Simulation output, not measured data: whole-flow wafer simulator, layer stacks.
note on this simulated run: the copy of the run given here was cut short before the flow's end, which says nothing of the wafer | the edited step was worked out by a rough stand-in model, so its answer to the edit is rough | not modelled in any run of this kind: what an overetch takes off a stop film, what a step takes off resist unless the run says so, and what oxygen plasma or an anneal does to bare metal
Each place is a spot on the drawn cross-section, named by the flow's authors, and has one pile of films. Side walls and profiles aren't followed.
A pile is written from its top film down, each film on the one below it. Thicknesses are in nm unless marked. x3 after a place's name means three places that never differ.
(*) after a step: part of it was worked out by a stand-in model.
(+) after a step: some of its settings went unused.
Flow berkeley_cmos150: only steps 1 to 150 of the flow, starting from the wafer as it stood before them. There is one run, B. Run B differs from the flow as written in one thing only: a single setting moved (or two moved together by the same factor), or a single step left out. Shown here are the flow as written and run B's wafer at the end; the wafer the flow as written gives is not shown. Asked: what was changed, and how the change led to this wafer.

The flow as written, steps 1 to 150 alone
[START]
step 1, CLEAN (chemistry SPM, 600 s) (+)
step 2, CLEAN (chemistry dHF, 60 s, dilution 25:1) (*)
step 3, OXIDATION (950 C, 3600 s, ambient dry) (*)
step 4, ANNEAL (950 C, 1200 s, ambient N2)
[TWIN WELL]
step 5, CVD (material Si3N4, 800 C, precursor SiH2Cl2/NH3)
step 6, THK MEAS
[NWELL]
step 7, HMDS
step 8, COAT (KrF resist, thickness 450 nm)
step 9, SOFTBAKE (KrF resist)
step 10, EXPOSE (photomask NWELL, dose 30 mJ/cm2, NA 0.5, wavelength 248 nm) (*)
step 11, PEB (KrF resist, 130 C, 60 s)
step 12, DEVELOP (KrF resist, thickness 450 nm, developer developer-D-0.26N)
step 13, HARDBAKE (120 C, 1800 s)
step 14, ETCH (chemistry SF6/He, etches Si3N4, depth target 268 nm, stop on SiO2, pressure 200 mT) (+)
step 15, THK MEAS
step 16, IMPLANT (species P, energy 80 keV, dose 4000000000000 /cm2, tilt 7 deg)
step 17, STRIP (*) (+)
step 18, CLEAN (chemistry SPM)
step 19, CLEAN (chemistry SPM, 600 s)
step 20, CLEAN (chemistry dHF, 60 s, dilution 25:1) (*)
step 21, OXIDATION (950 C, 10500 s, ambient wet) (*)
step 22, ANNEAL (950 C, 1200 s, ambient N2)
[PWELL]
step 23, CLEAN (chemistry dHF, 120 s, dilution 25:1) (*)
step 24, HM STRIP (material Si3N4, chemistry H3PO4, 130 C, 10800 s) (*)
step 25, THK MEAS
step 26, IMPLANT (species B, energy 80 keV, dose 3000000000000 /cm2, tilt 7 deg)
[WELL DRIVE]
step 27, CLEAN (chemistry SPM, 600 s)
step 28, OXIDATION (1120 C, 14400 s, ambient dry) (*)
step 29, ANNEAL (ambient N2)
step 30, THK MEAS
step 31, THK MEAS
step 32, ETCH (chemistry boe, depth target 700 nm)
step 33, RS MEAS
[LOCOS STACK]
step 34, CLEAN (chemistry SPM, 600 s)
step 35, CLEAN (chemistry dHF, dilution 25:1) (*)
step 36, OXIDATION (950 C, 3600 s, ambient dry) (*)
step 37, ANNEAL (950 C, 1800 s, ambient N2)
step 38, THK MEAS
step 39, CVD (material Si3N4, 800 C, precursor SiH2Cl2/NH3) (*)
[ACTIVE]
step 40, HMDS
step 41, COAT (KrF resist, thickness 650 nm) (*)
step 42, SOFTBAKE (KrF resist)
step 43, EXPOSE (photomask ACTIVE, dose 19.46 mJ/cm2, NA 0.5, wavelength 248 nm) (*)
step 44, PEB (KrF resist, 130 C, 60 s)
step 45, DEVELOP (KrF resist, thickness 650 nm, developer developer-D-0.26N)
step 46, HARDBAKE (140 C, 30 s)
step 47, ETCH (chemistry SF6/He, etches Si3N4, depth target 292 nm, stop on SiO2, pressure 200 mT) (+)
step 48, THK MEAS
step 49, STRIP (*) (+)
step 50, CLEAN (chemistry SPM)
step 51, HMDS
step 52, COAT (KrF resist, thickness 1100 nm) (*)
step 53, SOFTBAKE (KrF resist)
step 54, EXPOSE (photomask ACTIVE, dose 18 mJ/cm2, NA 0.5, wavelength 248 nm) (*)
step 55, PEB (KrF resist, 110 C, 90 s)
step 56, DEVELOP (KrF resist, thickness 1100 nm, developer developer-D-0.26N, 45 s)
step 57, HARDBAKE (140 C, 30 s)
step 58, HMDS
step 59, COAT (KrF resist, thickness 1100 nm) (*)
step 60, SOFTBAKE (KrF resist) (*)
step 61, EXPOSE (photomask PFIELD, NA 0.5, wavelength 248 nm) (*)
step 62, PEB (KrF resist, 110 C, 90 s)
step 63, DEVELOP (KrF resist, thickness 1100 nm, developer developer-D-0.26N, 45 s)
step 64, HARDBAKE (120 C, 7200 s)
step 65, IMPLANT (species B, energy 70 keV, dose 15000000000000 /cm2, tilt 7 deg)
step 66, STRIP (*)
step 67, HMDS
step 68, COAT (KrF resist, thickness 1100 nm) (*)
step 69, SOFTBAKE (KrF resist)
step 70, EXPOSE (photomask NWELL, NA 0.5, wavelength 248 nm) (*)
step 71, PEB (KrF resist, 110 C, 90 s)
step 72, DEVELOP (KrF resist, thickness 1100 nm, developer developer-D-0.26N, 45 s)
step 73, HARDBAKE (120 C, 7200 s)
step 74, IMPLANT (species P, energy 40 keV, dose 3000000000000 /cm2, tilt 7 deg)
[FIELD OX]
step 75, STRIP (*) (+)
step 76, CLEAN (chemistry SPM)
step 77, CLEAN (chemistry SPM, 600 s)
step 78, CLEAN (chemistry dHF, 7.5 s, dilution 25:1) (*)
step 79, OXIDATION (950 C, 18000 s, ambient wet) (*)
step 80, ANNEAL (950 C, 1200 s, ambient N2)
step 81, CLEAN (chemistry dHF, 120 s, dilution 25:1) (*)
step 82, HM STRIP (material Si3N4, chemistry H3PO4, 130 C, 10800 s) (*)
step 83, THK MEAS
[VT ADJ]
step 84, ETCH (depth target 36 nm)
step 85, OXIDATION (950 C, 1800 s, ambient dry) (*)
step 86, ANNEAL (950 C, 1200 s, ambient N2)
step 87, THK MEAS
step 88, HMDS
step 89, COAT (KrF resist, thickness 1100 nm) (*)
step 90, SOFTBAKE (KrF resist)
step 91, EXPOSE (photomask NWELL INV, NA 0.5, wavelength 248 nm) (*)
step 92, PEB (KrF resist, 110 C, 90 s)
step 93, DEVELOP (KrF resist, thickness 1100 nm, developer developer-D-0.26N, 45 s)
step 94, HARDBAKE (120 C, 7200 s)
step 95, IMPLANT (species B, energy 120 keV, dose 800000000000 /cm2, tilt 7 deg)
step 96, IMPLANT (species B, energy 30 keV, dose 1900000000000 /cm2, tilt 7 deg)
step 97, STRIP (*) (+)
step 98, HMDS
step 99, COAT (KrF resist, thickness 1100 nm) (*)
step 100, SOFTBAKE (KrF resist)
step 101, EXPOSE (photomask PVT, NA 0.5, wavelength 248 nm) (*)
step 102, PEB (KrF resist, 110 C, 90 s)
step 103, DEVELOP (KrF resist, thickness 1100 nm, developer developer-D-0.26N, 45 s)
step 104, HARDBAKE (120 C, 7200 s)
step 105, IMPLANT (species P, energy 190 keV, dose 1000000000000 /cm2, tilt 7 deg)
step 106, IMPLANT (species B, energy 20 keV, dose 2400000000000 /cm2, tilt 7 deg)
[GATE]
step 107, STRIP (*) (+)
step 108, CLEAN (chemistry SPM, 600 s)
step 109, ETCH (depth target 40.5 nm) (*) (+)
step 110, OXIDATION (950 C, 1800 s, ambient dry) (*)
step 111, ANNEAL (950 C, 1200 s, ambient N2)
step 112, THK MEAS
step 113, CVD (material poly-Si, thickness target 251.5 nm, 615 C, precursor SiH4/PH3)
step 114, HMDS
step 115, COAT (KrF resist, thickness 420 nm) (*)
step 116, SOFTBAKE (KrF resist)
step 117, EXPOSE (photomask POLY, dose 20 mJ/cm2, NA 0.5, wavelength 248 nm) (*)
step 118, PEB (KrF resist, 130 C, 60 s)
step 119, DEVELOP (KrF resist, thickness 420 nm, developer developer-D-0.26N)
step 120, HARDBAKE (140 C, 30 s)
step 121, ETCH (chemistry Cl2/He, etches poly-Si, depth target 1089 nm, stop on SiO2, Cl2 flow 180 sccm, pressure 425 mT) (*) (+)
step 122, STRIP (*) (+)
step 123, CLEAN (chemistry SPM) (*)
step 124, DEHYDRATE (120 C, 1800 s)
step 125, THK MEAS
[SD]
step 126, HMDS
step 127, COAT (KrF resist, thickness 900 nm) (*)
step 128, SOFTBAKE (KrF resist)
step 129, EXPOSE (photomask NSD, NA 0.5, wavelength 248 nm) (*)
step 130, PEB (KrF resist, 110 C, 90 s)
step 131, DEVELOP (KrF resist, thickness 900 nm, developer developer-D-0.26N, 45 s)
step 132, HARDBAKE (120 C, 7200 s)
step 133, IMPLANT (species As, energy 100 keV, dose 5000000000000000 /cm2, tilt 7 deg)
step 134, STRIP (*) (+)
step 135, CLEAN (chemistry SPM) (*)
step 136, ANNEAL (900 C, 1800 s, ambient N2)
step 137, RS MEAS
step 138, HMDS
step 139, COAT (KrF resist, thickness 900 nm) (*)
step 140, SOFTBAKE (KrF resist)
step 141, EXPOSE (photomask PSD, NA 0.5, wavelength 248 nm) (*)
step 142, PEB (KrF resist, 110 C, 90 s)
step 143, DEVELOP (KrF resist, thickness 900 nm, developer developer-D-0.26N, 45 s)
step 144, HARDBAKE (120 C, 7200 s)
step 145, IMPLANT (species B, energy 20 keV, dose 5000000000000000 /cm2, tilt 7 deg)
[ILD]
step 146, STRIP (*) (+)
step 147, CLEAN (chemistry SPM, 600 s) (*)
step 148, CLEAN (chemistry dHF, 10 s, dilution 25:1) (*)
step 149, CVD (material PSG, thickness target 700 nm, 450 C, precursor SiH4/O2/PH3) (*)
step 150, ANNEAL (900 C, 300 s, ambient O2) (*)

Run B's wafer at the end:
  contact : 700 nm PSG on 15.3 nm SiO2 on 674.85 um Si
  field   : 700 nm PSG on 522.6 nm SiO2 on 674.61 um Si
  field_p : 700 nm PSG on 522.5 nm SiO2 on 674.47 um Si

Cause: step 28, OXIDATION: 11650 s was run, whereas the flow has 14400 s.

The path from the change to this, step by step:
  step 28, OXIDATION (1120 C, 14400 s, ambient dry) (*)
      field, sd_n, gate_n, contact, m1: +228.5 SiO2, -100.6 Si (in the flow as written it would be: +261.5 SiO2, -115.1 Si)
      field_p, sd_p, gate_p: +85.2 SiO2, -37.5 Si (in the flow as written it would be: +103.6 SiO2, -45.6 Si)
  step 32, ETCH (chemistry boe, depth target 700 nm)
      field, sd_n, gate_n, contact, m1: -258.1 SiO2 (all of it) (in the flow as written it would be: -291.1 SiO2 (all of it))
      field_p, sd_p, gate_p: -537.1 SiO2 (all of it) (in the flow as written it would be: -555.5 SiO2 (all of it))
